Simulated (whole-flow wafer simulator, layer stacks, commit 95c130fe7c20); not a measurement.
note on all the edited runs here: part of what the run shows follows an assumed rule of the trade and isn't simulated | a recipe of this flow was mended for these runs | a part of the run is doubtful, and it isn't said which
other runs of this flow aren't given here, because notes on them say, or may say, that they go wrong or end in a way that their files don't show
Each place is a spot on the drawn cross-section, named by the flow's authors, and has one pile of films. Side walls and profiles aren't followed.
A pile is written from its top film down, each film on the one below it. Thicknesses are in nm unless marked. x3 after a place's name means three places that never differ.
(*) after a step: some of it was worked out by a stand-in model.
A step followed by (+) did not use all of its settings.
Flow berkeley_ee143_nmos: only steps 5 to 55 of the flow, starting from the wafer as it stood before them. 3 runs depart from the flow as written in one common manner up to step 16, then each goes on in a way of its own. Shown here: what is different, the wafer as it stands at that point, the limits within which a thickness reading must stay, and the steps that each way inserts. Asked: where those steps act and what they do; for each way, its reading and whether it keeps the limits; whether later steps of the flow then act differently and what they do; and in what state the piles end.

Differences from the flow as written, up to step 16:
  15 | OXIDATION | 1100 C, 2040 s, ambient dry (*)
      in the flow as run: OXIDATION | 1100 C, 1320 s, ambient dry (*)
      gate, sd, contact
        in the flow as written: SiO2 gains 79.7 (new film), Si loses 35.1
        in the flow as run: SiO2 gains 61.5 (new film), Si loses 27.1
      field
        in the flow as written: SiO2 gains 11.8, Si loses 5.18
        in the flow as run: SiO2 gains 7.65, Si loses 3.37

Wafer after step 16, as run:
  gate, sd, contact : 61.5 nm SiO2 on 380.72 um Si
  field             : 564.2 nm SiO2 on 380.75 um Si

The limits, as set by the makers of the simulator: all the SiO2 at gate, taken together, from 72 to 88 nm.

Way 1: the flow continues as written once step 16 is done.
  The reading taken after step 16 is 61.5 nm, which is outside the limits.
  Later steps of the flow acting differently than as written (14 more steps, not shown, differ only slightly: by at most 2% or 0.5 nm, whichever is larger):
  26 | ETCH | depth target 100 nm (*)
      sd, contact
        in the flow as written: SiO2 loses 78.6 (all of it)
        going this way: SiO2 loses 60.4 (all of it)
  The piles end different from the flow's at gate by more than 2% or 0.5 nm, whichever is larger.
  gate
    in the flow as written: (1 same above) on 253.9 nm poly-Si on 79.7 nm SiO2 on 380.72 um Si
    going this way: (1 same above) on 253.9 nm poly-Si on 61.5 nm SiO2 on 380.72 um Si

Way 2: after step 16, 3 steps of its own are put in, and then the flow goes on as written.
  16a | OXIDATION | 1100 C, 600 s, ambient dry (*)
      gate, sd, contact
        SiO2 gains 19.3, Si loses 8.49
      field
        SiO2 gains 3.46, Si loses 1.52
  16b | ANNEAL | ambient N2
      alters no film at any place that is followed
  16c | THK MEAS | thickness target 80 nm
      alters no film at any place that is followed
  The reading taken after step 16c is 80.8 nm, which is within the limits.
  None of the later steps of the flow differs from how it acts as written, at any place that is followed, by more than 2% or 0.5 nm, whichever is larger.
  The piles end only slightly different from the flow's at the places that both follow, by no more than 2% or 0.5 nm, whichever is larger.

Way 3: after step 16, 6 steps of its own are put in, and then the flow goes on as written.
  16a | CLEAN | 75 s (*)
      gate, sd, contact
        SiO2 loses 61.5 (all of it)
      field
        SiO2 loses 77.4
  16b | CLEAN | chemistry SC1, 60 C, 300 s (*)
      gate, sd, contact
        chemical SiO2 gains 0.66 (new film), Si loses 1.6
      field
        SiO2 loses 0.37
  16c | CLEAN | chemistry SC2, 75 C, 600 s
      alters no film at any place that is followed
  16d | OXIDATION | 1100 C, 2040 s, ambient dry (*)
      gate, sd, contact
        SiO2 gains 79.8 (new film), chemical SiO2 loses 0.66 (all of it), Si loses 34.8
      field
        SiO2 gains 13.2, Si loses 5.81
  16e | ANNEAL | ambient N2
      alters no film at any place that is followed
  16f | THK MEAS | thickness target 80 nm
      alters no film at any place that is followed
  The reading taken after step 16f is 79.8 nm, which is within the limits.
  Later steps of the flow acting differently than as written (7 more steps, not shown, differ only slightly: by at most 2% or 0.5 nm, whichever is larger):
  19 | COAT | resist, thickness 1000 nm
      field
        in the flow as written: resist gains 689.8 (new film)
        going this way: resist gains 714.9 (new film)
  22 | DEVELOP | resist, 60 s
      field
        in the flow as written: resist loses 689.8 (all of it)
        going this way: resist loses 714.9 (all of it)
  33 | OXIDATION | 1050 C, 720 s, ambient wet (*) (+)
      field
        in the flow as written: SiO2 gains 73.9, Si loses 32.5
        going this way: SiO2 gains 82.5, Si loses 36.3
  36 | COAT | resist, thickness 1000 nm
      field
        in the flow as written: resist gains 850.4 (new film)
        going this way: resist gains 876.1 (new film)
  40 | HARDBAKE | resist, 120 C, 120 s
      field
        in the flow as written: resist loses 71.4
        going this way: resist loses 73.7
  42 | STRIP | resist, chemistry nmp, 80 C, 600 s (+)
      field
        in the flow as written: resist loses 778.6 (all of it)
        going this way: resist loses 802 (all of it)
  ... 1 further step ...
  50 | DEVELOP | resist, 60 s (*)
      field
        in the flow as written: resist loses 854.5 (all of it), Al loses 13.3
        going this way: resist loses 878 (all of it), Al loses 13.3
  The piles end different from the flow's at field by more than 2% or 0.5 nm, whichever is larger.
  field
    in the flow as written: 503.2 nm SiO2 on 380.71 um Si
    going this way: 443 nm SiO2 on 380.71 um Si

The limits are kept by: way 2, way 3. They are not kept by: way 1.
